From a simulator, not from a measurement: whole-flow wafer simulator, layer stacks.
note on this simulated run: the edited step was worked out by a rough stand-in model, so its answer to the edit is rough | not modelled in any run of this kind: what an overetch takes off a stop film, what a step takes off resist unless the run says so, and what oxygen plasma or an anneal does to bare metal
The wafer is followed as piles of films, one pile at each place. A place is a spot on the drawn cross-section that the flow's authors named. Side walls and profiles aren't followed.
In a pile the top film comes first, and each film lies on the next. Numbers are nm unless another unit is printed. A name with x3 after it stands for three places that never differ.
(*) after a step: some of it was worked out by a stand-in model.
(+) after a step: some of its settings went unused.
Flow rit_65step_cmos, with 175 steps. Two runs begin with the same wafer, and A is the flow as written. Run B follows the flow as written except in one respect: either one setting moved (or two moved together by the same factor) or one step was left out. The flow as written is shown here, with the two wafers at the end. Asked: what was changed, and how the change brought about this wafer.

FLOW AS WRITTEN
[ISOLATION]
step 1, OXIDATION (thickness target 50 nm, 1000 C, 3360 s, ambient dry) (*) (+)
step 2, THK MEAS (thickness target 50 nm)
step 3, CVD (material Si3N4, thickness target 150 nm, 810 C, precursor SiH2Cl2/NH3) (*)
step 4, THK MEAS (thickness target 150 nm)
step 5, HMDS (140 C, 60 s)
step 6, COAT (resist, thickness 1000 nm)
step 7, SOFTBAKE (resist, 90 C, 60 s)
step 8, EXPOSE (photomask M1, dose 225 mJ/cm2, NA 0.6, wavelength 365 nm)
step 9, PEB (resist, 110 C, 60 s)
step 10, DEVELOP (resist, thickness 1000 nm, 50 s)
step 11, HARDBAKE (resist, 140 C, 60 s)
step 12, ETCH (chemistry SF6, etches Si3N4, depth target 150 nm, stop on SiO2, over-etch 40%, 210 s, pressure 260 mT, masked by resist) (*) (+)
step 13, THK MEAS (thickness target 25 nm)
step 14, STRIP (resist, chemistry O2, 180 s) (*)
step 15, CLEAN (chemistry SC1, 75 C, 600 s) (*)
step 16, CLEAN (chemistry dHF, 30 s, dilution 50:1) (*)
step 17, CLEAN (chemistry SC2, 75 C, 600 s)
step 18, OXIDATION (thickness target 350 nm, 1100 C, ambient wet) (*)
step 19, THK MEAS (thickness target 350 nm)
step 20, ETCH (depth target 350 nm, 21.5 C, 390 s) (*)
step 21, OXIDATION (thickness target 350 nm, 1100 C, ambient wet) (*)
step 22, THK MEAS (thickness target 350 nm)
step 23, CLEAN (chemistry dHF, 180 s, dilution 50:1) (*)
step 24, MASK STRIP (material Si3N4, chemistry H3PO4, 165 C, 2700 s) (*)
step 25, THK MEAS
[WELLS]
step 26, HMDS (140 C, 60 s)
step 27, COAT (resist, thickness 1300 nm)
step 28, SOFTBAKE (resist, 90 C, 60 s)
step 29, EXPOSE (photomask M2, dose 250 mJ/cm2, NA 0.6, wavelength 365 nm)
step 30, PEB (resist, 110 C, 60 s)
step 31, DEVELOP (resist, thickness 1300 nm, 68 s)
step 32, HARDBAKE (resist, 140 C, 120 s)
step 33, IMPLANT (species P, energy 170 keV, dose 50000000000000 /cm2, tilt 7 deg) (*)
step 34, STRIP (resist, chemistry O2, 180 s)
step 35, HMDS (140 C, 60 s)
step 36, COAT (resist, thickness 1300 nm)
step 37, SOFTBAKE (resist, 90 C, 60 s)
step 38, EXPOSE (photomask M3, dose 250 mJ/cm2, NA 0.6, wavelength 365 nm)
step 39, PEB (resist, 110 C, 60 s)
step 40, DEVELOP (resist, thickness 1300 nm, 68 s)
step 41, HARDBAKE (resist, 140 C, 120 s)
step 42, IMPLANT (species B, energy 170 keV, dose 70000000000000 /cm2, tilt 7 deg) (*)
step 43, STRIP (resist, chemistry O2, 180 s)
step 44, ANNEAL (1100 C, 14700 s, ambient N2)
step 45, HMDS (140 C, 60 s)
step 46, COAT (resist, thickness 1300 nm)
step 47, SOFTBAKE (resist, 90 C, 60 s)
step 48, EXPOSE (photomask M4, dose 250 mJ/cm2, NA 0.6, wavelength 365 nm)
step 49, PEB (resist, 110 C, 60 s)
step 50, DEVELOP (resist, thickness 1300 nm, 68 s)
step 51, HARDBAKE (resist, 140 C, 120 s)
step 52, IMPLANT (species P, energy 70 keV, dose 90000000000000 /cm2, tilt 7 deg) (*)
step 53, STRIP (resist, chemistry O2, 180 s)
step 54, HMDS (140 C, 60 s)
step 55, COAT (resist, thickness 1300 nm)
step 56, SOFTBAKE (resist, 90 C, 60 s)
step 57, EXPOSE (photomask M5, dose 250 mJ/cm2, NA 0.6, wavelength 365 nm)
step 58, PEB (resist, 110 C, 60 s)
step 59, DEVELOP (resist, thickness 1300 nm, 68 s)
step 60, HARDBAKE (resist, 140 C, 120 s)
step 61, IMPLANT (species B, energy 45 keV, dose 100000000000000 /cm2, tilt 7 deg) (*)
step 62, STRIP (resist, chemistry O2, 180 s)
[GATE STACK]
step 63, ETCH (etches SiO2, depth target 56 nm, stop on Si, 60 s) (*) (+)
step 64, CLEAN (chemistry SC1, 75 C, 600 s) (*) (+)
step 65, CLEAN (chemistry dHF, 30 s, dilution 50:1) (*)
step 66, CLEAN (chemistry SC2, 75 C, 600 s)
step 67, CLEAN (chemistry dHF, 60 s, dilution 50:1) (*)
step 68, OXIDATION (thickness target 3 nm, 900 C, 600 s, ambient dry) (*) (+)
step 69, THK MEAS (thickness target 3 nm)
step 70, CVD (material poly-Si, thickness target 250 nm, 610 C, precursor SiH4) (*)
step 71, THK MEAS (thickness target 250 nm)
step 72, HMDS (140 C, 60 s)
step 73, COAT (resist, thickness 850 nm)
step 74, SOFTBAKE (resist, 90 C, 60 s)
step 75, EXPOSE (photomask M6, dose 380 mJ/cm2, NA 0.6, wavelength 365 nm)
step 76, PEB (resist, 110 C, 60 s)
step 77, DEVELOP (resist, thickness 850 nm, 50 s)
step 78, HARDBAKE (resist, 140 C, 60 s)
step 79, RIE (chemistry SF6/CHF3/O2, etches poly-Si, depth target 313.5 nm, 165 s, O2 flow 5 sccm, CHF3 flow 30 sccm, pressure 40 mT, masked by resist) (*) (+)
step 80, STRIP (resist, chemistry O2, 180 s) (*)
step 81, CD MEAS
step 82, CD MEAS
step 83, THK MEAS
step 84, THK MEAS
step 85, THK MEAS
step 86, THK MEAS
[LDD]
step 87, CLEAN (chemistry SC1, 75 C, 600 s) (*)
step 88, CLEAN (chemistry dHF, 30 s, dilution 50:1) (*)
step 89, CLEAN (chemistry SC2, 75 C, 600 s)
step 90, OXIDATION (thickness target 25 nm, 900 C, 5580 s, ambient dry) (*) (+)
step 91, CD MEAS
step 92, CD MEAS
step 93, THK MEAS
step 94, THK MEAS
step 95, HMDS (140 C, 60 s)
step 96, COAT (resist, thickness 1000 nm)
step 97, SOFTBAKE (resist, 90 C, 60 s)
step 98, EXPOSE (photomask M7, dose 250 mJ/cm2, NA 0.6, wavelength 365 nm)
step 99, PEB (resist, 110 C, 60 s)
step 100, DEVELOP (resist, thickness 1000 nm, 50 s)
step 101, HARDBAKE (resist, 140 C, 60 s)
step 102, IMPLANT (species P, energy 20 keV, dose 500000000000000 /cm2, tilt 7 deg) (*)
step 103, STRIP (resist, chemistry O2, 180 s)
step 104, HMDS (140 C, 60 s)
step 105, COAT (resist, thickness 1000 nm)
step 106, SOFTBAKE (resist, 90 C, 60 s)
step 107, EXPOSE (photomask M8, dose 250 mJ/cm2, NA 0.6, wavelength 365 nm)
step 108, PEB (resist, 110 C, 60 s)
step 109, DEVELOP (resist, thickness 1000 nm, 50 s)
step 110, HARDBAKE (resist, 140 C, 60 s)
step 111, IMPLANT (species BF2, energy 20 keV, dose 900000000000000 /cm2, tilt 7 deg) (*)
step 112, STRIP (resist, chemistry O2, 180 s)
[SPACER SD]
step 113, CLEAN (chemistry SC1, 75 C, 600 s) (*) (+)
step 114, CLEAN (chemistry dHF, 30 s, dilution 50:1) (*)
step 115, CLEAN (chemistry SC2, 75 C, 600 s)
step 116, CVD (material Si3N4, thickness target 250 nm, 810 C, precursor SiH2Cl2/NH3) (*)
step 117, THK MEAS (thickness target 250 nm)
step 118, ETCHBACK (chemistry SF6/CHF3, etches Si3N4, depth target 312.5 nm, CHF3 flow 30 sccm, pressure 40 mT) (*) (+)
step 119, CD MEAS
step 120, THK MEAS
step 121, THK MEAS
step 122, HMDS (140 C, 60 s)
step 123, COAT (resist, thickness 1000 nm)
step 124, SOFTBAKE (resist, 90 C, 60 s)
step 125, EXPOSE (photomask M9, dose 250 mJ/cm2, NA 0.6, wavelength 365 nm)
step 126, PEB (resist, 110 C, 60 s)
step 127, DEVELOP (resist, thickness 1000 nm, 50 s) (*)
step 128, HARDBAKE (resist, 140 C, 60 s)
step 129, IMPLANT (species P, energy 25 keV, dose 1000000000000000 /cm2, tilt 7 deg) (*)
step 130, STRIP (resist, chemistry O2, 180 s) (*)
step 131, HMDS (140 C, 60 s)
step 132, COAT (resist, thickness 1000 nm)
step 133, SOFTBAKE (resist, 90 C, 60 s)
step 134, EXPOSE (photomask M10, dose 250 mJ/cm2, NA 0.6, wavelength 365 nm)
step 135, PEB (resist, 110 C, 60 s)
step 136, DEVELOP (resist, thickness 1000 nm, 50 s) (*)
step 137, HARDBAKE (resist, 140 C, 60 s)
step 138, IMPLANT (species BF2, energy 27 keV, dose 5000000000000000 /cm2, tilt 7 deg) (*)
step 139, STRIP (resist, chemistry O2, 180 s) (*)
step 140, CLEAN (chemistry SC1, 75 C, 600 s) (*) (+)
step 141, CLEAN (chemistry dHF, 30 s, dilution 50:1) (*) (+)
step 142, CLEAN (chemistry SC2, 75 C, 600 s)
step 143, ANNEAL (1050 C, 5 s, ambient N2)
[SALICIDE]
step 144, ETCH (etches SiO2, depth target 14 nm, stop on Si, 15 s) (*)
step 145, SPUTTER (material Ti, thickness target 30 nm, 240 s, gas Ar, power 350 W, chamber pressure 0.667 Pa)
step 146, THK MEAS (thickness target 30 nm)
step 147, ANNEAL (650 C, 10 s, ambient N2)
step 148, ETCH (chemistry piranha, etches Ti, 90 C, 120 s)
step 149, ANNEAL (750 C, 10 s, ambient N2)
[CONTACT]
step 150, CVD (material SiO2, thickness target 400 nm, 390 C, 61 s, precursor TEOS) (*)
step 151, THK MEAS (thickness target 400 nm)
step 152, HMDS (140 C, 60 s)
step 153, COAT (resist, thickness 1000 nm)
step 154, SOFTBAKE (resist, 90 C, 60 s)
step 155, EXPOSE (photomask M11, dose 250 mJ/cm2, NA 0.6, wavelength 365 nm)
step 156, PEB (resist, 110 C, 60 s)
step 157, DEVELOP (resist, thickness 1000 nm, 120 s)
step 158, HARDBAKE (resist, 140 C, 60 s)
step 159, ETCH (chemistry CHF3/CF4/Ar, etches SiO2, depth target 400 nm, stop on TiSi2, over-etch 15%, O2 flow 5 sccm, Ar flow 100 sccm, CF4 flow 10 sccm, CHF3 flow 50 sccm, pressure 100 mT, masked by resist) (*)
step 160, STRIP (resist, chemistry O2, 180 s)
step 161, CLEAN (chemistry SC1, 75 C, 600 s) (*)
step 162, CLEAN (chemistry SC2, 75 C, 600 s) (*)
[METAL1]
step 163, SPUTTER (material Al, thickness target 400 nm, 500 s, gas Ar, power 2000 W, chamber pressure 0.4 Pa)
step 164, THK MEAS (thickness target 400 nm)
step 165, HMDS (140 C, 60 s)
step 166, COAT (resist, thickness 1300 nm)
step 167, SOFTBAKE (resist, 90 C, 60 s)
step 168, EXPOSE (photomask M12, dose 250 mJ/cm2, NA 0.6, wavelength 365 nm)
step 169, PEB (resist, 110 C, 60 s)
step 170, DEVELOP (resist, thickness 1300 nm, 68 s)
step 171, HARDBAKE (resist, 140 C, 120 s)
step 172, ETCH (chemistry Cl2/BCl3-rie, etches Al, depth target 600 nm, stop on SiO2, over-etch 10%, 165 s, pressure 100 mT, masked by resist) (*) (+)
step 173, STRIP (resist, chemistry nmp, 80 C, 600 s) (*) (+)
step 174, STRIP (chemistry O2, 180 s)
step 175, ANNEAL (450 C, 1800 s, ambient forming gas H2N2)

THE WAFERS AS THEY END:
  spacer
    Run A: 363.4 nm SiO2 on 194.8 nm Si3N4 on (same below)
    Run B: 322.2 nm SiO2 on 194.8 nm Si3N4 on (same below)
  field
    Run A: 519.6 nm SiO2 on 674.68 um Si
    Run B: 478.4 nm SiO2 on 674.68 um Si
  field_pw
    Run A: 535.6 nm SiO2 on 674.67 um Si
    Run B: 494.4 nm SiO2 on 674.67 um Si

Cause: step 172, ETCH: depth target 900 nm was run, whereas the flow has depth target 600 nm.

Step by step, how the change led to this:
  step 172, ETCH (chemistry Cl2/BCl3-rie, etches Al, depth target 600 nm, stop on SiO2, over-etch 10%, 165 s, pressure 100 mT, masked by resist) (*) (+)
      field, field_pw, field_p, spacer, spacer_p: A Al loses 400 (all of it), SiO2 loses 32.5 | B Al loses 400 (all of it), SiO2 loses 73.8
      gate_n, gate_p: A Al loses 396 (all of it), SiO2 loses 33 | B Al loses 396 (all of it), SiO2 loses 74.3
      (and at 1 other place as well)
